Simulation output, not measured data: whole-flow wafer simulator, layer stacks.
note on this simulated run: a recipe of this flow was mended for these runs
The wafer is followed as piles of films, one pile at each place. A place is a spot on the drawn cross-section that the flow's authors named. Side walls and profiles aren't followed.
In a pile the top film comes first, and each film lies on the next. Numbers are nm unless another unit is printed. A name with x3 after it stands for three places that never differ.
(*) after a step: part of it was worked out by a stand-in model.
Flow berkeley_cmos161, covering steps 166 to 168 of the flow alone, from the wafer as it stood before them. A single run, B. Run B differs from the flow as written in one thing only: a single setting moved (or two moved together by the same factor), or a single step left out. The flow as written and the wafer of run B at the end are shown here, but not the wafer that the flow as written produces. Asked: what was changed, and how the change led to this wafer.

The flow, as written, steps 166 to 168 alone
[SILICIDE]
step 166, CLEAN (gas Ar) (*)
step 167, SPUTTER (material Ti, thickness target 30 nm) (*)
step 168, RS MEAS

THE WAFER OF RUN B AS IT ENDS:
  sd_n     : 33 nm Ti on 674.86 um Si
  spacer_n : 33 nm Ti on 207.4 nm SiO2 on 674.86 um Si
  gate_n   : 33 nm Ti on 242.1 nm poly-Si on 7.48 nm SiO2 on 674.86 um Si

Cause: step 167, SPUTTER: thickness target 33 nm was run, whereas the flow has thickness target 30 nm.
The wafer itself shows it: sd_n has Ti 33, and step 167 as written asks for 30 nm.

Step by step, how the change led to this:
  step 167, SPUTTER (material Ti, thickness target 30 nm) (*)
      field, sd_n, spacer_n, gate_n, sd_p, spacer_p, gate_p, contact x2: Ti gains 33 (new film) (as written it would have been: Ti gains 30 (new film))
